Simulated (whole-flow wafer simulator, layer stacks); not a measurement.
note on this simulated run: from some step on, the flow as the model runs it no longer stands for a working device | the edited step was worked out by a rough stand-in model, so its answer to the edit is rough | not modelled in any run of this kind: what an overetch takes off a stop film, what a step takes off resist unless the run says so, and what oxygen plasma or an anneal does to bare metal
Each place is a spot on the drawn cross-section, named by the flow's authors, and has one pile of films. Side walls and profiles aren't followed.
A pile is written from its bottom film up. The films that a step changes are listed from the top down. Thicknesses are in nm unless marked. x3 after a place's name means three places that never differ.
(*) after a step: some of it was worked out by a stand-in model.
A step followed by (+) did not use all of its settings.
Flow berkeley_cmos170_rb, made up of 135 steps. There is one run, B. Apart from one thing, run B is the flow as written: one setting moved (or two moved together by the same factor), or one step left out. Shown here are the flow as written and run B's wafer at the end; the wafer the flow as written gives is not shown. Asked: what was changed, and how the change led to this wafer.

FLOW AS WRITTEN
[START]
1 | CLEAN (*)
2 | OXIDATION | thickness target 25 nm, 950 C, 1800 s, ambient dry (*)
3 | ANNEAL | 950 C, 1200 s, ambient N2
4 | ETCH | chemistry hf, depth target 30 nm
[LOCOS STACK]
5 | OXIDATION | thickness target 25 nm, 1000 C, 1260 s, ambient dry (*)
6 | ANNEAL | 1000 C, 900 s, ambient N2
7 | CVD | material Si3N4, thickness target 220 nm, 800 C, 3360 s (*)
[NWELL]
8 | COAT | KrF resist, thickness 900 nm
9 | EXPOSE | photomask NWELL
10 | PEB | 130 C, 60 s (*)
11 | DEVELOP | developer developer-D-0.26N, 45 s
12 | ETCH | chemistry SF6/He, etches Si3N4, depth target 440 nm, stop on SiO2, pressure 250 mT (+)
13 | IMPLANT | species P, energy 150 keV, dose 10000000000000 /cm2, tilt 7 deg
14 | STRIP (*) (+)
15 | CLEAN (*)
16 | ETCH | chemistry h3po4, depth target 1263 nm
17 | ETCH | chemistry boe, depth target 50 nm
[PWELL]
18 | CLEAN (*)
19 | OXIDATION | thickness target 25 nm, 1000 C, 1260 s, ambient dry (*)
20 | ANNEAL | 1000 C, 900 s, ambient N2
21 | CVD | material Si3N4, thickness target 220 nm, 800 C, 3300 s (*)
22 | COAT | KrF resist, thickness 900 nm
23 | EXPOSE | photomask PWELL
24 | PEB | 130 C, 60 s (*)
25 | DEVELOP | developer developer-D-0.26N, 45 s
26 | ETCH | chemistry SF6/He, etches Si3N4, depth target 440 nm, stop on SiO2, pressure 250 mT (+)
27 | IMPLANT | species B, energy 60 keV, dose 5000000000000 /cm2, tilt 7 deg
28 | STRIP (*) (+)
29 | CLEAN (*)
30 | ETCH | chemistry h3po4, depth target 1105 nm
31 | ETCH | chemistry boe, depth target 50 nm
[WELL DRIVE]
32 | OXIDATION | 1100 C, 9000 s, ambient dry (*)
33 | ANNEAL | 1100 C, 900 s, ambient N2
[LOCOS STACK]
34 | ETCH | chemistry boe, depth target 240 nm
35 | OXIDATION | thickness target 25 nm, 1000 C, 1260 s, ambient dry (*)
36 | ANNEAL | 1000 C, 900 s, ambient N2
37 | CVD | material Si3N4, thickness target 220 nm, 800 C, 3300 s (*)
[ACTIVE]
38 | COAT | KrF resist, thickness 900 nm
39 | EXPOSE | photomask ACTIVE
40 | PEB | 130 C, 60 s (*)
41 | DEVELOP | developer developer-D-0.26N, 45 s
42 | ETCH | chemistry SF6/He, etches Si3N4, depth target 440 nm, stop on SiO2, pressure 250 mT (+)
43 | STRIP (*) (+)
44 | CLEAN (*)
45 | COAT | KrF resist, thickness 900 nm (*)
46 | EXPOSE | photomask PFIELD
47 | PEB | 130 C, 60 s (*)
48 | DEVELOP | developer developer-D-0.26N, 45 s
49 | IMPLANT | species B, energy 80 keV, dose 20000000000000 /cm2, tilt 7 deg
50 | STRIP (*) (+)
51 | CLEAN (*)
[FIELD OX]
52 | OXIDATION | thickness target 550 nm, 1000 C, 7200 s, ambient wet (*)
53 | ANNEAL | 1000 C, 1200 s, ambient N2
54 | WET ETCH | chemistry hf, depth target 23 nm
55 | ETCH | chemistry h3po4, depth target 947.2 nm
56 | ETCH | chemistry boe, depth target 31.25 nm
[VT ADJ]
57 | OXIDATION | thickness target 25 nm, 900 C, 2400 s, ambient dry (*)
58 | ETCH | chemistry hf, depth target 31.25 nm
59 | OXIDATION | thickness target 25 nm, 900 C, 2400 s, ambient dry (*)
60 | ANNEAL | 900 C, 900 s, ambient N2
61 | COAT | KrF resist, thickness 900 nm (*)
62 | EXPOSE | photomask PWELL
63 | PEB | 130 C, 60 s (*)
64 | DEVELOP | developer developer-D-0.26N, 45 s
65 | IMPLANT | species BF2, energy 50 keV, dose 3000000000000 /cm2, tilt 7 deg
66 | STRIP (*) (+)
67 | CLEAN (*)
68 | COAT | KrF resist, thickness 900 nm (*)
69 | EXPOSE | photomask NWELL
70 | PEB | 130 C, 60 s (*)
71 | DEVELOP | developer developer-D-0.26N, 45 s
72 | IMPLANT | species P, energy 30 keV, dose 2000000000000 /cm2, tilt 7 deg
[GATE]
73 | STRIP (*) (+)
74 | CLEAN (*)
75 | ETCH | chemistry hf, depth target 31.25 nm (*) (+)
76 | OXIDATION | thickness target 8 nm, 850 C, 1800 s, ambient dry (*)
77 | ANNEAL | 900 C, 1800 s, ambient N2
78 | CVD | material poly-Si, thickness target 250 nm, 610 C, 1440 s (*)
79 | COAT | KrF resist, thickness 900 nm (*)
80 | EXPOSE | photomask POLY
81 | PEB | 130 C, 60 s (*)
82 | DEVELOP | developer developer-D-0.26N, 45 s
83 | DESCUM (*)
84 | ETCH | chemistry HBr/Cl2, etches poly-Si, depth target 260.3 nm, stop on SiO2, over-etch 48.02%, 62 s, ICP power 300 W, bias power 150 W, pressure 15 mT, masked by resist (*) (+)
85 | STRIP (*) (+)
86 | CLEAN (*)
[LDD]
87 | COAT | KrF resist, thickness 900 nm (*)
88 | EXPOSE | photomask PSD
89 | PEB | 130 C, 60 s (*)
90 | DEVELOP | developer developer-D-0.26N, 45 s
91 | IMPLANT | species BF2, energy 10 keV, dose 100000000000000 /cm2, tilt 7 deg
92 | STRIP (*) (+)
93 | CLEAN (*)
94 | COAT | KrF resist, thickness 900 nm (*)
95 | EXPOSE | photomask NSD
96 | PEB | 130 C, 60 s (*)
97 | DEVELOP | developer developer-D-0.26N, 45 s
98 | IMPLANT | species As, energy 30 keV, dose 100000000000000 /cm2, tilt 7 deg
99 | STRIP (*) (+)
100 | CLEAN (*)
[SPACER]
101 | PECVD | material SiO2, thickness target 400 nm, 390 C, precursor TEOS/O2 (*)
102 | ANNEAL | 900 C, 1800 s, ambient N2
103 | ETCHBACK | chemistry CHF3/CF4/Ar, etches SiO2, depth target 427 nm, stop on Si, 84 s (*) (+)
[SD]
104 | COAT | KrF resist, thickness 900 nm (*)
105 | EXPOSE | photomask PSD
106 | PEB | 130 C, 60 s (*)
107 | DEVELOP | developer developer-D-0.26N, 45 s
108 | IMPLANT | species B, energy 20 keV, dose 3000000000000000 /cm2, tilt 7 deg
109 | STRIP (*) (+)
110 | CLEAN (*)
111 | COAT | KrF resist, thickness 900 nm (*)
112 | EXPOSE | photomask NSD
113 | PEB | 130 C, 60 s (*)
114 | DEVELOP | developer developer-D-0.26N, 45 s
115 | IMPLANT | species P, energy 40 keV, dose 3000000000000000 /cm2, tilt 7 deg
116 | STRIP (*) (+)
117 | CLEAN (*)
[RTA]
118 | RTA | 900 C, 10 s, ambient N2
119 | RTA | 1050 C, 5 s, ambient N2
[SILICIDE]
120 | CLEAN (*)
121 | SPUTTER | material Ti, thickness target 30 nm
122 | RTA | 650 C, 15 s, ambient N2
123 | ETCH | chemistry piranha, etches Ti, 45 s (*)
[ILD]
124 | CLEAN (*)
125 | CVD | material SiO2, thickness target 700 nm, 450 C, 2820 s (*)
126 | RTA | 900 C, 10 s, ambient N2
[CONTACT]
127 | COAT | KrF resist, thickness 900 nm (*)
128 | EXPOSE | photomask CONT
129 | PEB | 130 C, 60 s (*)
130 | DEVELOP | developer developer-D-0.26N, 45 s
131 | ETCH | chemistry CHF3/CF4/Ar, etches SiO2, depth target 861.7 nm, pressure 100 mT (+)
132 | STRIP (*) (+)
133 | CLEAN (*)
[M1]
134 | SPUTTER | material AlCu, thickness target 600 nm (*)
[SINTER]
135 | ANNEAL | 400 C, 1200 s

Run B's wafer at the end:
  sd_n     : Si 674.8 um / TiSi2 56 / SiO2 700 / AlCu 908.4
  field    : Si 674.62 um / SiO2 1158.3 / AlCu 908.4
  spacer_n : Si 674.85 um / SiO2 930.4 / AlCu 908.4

Cause: step 134, SPUTTER: thickness target 908.4 nm was run, while the flow as written has thickness target 600 nm.
The wafer itself shows it: sd_n has AlCu 908.4, and step 134 as written asks for 600 nm.

Step by step, how the change led to this:
  134 | SPUTTER | material AlCu, thickness target 600 nm (*)
      field, sd_n, spacer_n, gate, spacer_p, gate_p, m1: +908.4 AlCu (new film) (in the flow as written it would be: +600 AlCu (new film))
      sd_p: +843.4 AlCu (new film) (in the flow as written it would be: +545.9 AlCu (new film))
      (and at 1 other place as well)
